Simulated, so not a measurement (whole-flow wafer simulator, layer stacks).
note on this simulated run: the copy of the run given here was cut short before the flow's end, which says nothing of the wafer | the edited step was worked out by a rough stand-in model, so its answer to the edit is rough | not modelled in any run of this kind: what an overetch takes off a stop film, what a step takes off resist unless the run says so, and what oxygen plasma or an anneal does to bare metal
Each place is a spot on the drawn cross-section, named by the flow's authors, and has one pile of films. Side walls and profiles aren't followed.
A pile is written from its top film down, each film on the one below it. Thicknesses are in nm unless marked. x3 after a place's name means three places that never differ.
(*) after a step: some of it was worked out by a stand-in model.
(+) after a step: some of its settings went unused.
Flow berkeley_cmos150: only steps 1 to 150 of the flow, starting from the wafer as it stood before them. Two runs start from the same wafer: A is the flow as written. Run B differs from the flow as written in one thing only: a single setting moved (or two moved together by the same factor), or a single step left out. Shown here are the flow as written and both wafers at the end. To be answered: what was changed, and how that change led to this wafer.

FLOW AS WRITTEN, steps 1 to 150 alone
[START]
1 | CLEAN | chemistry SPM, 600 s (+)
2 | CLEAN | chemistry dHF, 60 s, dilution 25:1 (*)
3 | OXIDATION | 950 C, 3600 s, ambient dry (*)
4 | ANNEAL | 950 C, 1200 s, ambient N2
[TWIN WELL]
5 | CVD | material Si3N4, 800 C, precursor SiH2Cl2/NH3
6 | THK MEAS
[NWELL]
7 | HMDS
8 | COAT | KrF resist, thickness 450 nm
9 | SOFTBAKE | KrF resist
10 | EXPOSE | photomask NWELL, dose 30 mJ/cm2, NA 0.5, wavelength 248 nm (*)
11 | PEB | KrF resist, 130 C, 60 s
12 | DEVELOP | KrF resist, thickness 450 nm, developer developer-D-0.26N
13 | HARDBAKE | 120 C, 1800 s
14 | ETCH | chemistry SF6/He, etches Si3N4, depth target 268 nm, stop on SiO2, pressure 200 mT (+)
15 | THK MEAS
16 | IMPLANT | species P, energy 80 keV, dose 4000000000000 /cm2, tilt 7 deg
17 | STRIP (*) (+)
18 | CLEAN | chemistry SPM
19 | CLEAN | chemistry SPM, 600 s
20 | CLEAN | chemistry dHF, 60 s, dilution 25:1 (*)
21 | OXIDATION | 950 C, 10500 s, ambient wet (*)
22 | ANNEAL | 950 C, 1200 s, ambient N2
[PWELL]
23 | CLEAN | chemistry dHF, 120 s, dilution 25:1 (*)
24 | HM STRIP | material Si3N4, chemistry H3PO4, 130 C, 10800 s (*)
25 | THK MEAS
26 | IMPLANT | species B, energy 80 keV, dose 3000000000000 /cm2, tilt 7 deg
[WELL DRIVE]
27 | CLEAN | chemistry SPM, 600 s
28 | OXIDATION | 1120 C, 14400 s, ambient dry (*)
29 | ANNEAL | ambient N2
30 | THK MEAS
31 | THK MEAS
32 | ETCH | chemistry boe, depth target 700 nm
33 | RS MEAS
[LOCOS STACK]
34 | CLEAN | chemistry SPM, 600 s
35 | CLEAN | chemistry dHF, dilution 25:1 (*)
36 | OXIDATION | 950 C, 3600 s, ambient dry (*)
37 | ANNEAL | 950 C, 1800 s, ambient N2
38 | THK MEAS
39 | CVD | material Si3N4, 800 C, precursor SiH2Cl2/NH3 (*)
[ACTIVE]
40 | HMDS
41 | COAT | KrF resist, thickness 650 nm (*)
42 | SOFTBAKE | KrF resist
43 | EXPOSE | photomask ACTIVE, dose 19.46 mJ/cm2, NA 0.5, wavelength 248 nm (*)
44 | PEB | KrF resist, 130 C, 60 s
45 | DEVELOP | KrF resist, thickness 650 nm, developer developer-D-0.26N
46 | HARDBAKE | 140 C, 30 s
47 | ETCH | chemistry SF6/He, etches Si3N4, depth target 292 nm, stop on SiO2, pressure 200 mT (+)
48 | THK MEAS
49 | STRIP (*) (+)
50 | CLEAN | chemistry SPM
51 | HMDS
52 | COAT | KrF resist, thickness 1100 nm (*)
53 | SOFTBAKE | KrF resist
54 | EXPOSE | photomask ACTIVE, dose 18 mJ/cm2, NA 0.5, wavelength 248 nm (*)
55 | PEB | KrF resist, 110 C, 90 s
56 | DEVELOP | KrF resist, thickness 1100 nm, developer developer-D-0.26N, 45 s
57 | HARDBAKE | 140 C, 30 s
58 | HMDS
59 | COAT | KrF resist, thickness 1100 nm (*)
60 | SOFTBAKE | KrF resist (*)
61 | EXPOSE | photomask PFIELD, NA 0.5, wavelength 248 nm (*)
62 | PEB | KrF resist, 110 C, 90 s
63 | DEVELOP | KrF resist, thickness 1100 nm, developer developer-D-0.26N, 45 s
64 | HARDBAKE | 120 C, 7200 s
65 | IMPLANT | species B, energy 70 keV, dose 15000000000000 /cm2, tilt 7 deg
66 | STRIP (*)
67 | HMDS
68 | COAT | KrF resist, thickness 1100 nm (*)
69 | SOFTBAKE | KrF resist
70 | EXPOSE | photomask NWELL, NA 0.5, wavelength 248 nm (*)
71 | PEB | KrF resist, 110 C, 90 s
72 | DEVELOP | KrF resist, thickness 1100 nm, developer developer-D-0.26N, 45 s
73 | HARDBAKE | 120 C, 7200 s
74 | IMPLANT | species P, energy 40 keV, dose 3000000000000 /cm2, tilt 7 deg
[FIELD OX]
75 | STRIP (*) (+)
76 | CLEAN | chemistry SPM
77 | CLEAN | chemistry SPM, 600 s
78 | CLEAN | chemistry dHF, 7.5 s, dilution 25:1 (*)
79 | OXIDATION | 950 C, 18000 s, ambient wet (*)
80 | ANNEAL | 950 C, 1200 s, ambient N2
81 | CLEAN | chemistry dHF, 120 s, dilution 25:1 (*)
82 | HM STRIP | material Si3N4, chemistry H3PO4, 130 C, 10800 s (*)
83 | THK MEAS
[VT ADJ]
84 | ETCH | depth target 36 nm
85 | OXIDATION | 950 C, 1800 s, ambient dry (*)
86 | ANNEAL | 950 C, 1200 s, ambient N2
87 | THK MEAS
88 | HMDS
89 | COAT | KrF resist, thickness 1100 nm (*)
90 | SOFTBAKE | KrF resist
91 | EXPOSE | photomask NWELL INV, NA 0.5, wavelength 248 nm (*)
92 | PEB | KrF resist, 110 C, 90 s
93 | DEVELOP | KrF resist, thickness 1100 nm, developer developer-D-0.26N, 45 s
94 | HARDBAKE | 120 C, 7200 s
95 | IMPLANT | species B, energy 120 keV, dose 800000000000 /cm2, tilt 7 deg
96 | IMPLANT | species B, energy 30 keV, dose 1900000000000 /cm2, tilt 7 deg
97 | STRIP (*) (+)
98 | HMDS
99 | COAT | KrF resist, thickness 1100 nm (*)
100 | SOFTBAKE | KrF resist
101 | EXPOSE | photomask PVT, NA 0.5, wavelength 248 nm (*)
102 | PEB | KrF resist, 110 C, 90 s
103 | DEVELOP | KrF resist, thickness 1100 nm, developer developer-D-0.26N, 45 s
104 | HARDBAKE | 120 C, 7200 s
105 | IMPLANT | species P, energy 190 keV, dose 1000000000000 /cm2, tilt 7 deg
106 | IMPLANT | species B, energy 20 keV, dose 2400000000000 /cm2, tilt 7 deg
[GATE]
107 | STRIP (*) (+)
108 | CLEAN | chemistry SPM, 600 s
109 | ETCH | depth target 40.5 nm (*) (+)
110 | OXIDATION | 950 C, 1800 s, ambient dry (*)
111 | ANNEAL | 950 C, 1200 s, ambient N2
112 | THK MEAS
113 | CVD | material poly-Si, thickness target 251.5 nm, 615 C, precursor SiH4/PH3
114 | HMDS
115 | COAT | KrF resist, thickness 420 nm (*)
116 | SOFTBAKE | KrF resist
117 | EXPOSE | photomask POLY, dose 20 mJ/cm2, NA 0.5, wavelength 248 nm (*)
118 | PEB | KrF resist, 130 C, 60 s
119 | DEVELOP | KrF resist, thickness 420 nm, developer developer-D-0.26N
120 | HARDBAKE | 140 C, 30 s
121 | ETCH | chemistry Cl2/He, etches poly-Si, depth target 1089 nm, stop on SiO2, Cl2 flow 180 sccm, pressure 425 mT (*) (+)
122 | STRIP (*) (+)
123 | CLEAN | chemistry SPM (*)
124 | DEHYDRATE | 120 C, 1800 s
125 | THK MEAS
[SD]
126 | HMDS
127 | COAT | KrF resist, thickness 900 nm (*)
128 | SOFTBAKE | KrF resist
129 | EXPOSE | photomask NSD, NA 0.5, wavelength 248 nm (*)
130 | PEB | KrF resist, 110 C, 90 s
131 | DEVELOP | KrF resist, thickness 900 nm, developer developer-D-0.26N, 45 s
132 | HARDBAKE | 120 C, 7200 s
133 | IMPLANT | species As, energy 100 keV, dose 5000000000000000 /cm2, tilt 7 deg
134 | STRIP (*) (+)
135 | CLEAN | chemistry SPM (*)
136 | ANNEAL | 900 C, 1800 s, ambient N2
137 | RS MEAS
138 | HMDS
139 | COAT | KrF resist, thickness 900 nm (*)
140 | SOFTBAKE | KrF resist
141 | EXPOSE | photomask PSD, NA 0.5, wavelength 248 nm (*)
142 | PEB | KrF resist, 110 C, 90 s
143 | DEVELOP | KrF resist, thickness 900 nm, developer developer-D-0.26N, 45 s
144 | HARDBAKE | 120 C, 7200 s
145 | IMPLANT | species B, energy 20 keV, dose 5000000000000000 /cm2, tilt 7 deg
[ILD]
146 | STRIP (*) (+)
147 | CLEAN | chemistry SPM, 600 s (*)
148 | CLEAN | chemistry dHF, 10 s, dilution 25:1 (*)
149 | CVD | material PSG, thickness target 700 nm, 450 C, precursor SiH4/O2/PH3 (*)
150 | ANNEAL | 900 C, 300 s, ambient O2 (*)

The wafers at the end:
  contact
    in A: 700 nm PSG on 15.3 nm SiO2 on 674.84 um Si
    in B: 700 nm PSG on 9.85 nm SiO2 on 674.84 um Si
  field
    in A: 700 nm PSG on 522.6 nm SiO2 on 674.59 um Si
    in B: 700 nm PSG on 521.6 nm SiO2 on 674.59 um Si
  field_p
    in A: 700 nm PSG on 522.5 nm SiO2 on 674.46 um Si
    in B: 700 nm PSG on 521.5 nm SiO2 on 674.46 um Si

Cause: step 110, OXIDATION: 1080 s was run, whereas the flow has 1800 s.

Step by step, how the change led to this:
  110 | OXIDATION | 950 C, 1800 s, ambient dry (*)
      sd_n, gate_n, sd_p, gate_p, contact, m1: A +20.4 SiO2 (new film), -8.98 Si | B +14.9 SiO2 (new film), -6.58 Si
      field, field_p: A +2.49 SiO2, -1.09 Si | B +1.49 SiO2, -0.66 Si
